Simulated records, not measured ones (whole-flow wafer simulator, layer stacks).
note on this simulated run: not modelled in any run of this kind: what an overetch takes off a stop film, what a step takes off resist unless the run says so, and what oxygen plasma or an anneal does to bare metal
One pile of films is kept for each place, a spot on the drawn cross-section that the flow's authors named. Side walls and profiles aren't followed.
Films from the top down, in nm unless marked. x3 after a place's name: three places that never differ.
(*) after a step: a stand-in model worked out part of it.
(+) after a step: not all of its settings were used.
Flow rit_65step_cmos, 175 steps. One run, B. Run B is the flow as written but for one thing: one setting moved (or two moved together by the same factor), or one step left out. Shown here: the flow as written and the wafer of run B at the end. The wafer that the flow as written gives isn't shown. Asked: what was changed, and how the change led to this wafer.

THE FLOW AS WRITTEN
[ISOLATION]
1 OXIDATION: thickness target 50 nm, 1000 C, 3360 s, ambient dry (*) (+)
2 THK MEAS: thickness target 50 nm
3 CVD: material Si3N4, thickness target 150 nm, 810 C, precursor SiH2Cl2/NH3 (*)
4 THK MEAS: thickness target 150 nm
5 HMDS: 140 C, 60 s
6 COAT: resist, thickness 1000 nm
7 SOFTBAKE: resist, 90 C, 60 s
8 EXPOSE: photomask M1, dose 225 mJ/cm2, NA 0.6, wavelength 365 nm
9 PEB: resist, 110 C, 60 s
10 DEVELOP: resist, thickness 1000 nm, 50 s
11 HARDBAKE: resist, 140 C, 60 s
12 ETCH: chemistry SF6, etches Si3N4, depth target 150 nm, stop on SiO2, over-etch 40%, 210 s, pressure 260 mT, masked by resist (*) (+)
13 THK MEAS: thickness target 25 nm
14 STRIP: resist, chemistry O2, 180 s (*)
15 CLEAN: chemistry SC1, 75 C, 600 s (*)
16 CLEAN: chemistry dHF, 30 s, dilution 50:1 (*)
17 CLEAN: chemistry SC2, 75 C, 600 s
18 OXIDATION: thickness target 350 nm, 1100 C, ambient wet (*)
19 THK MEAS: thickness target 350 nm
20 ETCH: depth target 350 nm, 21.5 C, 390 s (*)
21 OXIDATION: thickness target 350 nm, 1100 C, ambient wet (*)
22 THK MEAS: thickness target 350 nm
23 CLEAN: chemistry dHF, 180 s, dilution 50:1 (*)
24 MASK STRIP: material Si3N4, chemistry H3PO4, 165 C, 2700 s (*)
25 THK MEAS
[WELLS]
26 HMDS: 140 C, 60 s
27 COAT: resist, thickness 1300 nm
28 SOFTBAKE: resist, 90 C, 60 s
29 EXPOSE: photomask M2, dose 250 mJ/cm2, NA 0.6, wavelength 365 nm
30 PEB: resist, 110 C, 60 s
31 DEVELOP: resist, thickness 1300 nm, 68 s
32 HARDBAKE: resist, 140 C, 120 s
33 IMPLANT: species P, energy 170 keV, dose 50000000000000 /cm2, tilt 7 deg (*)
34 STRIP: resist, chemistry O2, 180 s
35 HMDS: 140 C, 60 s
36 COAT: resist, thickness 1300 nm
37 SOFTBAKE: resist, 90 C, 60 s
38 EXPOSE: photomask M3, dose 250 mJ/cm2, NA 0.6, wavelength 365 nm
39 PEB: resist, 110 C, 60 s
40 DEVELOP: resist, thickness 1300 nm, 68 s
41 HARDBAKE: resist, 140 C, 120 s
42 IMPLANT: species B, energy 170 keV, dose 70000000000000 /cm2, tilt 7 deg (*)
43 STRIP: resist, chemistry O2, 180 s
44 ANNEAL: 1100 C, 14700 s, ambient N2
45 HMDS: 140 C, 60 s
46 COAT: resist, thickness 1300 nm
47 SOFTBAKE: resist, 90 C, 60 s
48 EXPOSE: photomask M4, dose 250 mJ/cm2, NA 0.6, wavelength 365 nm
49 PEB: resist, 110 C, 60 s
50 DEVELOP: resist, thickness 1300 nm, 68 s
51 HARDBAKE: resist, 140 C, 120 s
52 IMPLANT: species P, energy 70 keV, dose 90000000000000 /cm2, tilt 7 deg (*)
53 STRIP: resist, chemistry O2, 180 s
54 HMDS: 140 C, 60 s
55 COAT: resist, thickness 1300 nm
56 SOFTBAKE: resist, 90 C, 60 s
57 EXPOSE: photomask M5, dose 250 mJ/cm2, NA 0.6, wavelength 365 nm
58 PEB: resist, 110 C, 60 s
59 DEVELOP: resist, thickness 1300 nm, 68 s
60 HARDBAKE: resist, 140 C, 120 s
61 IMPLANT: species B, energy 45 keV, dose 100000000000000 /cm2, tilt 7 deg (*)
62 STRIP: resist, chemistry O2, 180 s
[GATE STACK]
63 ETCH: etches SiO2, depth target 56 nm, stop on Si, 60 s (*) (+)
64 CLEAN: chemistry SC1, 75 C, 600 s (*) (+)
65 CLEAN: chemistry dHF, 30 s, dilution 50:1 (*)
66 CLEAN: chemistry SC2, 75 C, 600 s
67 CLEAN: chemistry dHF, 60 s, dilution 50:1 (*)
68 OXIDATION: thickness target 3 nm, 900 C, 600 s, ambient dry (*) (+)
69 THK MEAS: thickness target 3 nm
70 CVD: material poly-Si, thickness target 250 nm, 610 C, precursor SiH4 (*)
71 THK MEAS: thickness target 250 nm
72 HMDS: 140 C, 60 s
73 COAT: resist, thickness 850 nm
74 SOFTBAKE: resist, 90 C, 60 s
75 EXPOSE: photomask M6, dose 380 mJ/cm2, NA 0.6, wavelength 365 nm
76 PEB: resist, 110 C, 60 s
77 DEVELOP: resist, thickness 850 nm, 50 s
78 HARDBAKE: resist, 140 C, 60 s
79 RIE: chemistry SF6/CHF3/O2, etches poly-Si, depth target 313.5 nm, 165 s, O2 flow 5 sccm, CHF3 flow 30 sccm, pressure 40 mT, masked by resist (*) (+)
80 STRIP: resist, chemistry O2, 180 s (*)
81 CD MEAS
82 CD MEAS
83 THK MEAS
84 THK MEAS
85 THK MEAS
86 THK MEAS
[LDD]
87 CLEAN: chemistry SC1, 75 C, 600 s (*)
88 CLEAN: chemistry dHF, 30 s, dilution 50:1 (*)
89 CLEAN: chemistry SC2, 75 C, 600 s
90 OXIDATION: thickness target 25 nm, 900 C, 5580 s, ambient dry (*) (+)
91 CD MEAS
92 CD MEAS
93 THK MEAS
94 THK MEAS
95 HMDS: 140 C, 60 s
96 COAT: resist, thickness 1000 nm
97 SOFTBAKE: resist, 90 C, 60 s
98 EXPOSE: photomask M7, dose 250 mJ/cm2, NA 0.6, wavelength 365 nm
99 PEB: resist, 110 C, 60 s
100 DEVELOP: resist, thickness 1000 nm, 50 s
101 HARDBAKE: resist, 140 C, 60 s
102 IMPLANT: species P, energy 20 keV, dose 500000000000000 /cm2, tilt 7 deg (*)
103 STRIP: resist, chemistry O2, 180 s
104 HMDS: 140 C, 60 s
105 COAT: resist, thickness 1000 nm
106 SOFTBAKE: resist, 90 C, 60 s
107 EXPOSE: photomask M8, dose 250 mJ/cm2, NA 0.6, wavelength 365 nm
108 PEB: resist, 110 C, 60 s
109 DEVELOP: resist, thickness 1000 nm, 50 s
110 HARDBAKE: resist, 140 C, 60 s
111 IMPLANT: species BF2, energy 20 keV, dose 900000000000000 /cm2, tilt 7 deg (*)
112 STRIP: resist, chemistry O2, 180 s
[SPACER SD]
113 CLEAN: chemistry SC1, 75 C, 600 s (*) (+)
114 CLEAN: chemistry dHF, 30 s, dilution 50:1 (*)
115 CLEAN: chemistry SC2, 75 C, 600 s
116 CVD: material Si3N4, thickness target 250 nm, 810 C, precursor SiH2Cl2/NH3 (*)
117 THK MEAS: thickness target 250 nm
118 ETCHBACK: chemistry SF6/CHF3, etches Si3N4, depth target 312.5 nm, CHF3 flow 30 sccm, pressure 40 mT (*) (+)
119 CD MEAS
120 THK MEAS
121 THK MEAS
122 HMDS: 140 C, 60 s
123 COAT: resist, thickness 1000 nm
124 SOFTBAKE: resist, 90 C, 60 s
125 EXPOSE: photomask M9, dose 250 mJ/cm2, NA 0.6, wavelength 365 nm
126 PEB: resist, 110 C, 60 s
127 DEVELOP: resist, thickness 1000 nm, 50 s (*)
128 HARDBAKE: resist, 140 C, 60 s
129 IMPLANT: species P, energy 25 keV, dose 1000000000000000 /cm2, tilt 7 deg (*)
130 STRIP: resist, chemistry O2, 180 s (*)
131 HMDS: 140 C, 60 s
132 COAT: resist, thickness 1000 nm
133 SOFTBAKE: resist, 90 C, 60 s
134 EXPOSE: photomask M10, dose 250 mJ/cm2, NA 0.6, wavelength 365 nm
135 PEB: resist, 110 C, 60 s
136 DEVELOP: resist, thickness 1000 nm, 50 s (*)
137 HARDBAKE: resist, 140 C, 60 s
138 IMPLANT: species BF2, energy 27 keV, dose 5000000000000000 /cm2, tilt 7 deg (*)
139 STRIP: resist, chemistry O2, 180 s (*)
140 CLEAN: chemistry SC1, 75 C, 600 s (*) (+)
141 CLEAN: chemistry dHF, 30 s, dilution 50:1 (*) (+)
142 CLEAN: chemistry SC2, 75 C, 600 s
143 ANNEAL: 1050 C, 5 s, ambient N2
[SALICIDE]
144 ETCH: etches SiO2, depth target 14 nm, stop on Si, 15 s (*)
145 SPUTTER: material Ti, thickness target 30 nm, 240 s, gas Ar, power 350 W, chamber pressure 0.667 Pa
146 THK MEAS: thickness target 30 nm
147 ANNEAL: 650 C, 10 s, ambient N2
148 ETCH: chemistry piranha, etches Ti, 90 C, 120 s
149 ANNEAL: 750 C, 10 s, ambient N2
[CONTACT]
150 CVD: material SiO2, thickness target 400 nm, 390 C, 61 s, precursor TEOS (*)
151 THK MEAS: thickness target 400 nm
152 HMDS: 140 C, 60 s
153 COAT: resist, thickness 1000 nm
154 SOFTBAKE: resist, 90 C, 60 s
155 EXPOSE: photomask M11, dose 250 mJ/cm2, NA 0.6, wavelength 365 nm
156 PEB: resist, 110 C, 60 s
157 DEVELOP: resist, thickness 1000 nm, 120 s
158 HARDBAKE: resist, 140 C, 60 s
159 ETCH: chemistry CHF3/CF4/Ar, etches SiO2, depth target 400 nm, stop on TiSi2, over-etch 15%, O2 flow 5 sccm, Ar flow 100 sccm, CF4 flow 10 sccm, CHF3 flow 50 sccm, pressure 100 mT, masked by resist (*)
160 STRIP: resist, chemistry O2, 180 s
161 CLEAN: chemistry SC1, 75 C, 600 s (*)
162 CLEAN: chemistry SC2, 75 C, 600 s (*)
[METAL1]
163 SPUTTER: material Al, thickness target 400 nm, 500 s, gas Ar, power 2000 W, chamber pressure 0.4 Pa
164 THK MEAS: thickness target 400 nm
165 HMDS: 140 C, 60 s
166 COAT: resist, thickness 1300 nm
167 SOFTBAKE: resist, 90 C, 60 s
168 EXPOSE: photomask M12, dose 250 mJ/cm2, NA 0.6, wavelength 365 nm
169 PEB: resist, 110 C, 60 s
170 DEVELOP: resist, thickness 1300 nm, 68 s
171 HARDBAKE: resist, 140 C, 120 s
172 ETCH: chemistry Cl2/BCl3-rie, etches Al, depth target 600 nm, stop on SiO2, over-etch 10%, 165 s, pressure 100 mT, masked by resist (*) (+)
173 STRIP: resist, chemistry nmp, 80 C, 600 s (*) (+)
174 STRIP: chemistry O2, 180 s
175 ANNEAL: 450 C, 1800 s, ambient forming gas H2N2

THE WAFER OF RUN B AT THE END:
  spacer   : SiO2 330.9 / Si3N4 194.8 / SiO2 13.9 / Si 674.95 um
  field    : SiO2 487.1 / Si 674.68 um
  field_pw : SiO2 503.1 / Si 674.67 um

The cause: step 163, SPUTTER: thickness target 140 nm was run, where the flow has thickness target 400 nm; step 163, SPUTTER: 176 s was run, where the flow has 500 s.

How the change led to this, step by step:
  163 SPUTTER: material Al, thickness target 400 nm, 500 s, gas Ar, power 2000 W, chamber pressure 0.4 Pa
      field, field_p, spacer, spacer_p: Al +140 (new film) (as written it would be: Al +400 (new film))
      gate_n, gate_p: Al +140 (new film) (as written it would be: Al +396 (new film))
      (and at 2 more places)
  172 ETCH: chemistry Cl2/BCl3-rie, etches Al, depth target 600 nm, stop on SiO2, over-etch 10%, 165 s, pressure 100 mT, masked by resist (*) (+)
      field, field_p, spacer, spacer_p: Al -140 (all of it), SiO2 -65 (as written it would be: Al -400 (all of it), SiO2 -32.5)
      gate_n, gate_p: Al -140 (all of it), SiO2 -65 (as written it would be: Al -396 (all of it), SiO2 -33)
      (and at 2 more places)
